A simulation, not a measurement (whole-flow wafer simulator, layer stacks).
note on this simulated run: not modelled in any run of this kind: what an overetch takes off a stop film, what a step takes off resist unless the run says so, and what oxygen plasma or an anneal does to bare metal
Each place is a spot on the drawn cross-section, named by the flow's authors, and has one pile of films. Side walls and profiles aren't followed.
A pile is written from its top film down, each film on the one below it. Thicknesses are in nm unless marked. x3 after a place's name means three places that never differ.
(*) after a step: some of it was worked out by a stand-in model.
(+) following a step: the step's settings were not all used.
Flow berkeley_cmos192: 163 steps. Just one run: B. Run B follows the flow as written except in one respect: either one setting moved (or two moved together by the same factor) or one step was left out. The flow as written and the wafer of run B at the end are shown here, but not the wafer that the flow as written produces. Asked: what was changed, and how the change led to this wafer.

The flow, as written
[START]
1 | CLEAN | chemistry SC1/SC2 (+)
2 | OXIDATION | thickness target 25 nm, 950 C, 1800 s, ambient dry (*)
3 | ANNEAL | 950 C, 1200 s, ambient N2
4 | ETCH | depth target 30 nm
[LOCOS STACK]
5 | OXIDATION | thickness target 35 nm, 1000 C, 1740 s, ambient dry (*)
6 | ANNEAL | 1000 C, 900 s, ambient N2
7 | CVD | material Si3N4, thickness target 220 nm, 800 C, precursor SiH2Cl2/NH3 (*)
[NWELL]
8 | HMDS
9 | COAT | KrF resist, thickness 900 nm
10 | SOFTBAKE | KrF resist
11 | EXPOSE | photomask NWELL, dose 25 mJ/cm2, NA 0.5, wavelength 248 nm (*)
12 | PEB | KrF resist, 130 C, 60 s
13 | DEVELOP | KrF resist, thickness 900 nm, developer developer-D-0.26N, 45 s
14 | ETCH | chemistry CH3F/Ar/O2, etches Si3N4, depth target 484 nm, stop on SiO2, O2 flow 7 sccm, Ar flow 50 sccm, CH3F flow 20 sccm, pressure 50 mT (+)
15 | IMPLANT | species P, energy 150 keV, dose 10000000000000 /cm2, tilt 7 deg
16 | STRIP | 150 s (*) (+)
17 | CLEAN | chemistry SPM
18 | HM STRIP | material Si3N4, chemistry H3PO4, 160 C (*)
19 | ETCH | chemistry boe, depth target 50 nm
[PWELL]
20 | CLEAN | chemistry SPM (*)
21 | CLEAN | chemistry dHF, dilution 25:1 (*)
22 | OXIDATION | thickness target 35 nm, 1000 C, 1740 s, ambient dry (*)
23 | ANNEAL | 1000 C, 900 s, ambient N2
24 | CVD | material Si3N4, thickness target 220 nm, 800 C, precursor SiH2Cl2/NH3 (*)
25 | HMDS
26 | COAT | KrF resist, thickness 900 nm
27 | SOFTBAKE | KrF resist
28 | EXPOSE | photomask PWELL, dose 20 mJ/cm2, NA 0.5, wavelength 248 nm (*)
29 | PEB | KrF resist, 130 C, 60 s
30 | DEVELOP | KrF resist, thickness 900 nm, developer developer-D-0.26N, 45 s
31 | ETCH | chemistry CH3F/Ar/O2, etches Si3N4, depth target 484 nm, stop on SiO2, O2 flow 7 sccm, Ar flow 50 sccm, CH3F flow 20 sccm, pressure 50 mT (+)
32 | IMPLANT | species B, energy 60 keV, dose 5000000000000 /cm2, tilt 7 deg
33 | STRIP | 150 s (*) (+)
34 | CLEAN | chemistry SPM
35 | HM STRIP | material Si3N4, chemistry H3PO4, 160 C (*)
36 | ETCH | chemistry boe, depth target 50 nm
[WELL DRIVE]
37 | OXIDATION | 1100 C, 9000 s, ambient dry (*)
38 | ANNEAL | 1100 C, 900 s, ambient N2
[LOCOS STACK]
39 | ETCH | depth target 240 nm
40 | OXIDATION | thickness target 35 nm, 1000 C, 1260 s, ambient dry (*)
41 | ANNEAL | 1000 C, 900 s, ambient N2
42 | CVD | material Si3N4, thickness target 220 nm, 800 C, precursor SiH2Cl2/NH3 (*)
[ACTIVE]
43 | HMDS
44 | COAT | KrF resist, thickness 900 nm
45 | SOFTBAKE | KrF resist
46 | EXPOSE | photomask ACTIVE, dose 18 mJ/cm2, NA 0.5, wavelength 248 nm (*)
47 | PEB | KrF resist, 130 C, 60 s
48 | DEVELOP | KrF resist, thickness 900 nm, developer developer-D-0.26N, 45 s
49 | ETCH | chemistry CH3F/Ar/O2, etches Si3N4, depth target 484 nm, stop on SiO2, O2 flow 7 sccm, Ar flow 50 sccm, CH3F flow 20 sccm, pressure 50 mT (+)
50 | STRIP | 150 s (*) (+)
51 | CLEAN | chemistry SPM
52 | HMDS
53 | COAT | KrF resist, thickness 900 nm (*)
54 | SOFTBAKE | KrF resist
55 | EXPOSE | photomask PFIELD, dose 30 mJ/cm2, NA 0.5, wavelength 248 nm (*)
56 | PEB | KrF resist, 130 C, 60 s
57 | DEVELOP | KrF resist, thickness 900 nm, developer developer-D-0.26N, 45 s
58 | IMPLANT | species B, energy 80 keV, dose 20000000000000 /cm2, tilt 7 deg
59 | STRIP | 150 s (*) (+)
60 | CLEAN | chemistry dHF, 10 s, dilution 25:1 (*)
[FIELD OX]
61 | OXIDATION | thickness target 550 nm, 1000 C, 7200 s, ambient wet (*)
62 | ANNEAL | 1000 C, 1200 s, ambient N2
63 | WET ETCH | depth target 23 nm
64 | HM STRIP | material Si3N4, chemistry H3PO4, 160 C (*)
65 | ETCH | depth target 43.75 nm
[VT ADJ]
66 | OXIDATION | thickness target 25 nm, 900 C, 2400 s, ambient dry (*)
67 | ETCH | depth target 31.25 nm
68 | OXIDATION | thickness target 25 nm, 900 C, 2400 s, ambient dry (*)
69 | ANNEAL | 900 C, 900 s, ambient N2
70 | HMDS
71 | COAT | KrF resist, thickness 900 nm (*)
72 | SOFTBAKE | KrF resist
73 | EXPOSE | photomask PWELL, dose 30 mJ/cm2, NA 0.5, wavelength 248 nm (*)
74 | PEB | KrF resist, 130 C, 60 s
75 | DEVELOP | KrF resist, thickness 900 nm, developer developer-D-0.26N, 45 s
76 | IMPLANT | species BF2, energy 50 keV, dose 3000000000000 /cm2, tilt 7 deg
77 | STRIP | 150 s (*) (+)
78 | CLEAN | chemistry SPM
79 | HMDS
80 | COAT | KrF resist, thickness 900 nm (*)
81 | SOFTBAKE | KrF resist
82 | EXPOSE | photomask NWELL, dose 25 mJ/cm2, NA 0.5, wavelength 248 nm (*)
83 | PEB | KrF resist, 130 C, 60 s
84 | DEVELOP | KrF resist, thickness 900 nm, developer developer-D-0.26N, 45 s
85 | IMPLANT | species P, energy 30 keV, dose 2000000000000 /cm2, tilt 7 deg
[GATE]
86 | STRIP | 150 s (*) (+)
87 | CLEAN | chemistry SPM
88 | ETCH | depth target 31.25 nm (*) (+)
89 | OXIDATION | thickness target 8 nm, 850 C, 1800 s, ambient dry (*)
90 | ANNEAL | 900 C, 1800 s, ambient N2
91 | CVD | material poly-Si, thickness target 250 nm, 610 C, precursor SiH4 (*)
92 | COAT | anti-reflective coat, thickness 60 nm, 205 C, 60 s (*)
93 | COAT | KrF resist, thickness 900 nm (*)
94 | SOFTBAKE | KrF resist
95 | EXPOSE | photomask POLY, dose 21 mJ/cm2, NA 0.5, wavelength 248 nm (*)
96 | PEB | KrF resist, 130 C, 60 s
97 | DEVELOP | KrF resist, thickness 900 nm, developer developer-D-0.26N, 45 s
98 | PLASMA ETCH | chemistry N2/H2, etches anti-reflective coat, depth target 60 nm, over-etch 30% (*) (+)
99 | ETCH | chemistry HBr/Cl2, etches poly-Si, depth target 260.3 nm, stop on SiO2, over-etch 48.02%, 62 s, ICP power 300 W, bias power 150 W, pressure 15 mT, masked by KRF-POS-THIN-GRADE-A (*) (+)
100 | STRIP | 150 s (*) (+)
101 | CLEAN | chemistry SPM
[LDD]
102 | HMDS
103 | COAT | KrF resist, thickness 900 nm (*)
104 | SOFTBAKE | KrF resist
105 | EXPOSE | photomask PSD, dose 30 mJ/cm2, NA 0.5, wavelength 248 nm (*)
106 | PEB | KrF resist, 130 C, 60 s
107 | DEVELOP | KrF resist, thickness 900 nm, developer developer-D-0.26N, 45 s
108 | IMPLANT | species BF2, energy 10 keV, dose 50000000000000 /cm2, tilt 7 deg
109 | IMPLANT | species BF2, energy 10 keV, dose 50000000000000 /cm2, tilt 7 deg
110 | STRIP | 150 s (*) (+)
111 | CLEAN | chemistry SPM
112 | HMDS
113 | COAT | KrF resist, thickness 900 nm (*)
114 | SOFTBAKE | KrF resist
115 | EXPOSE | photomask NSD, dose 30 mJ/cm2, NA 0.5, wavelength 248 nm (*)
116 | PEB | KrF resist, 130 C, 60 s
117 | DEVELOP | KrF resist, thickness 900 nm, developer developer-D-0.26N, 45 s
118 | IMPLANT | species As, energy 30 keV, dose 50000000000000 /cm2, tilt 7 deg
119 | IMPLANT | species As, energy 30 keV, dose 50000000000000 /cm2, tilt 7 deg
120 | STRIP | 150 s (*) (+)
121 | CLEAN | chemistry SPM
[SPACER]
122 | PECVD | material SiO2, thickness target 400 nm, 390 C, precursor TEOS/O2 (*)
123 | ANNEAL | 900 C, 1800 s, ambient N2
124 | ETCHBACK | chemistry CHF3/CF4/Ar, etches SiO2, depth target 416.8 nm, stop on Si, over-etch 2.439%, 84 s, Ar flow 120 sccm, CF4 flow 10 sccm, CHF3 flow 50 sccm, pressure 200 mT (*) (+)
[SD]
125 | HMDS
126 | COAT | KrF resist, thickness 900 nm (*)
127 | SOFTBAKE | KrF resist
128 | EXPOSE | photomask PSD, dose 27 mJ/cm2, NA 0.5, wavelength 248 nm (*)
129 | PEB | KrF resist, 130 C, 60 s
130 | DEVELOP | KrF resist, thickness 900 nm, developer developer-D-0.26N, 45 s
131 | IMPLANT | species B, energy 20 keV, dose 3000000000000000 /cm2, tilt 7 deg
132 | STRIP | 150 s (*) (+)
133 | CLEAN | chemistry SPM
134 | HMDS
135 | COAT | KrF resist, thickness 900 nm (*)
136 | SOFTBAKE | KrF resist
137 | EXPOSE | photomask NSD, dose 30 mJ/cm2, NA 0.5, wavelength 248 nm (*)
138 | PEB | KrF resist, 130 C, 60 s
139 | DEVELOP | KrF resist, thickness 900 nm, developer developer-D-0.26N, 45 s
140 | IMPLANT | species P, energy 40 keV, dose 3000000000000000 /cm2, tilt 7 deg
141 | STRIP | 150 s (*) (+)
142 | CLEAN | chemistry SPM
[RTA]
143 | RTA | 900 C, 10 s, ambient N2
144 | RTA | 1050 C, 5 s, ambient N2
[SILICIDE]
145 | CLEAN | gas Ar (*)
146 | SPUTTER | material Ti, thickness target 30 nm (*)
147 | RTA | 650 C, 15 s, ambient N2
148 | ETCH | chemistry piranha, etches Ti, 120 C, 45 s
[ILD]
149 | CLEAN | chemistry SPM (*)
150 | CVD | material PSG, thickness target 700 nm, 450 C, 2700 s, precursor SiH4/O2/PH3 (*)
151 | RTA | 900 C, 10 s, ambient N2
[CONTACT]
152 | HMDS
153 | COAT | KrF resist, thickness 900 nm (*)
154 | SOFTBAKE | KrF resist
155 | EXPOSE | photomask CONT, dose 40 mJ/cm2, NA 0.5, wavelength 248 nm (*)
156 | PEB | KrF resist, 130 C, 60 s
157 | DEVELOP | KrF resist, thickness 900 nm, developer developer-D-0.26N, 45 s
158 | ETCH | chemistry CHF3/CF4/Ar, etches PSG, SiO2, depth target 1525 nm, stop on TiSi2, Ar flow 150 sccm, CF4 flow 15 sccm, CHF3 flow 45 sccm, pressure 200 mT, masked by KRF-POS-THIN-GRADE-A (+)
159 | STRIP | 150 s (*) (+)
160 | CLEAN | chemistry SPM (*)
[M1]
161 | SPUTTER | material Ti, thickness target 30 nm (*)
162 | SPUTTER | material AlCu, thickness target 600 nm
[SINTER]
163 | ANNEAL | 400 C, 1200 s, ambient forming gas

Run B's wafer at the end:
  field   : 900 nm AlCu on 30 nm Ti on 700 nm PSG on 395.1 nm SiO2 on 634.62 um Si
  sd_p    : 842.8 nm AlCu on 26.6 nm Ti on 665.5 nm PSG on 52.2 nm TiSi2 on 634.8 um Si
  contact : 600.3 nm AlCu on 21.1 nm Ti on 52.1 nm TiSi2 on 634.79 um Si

What caused this: step 162, SPUTTER: thickness target 900 nm was run, though the flow has thickness target 600 nm.
One can read it off the wafer: field has AlCu 900, and step 162 as written asks for 600 nm.

The path from the change to this, step by step:
  162 | SPUTTER | material AlCu, thickness target 600 nm
      field, sd_n, spacer_n, gate, spacer_p, gate_p, m1: +900 AlCu (new film) (it would be, as written: +600 AlCu (new film))
      sd_p: +842.8 AlCu (new film) (it would be, as written: +551.2 AlCu (new film))
      (also at 1 further place)
